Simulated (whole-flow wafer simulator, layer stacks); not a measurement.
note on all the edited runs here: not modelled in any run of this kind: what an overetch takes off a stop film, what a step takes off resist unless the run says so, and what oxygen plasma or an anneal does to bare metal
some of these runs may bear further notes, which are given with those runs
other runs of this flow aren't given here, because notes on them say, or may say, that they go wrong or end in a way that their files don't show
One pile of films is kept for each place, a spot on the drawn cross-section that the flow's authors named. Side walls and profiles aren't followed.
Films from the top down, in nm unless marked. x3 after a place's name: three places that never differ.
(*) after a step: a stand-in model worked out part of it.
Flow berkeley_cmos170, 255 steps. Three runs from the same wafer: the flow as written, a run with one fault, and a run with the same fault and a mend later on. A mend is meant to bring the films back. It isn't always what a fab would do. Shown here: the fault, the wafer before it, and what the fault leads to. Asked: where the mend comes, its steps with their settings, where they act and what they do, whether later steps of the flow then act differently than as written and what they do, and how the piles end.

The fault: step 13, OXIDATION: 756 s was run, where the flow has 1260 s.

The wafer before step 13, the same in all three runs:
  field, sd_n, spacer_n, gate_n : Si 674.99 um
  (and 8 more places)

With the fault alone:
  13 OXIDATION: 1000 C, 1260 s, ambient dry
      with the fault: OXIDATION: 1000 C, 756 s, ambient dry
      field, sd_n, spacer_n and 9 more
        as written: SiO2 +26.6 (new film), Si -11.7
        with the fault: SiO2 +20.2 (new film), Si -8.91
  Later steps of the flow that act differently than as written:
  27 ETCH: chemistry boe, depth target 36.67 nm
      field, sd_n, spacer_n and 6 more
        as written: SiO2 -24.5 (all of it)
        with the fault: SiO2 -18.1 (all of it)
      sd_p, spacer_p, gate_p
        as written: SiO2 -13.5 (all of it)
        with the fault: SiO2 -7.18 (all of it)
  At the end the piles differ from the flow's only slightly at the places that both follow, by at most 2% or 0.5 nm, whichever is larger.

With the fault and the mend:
  The mend comes after step 13.
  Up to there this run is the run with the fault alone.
  13a OXIDATION: 1000 C, 504 s, ambient dry (*) (the flow's step 13 once more, with other settings)
      field, sd_n, spacer_n and 9 more
        SiO2 +6.3, Si -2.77
  No later step of the flow acts differently than as written at any place that is followed.
  At the end the piles are the same as the flow's at every place that both follow.
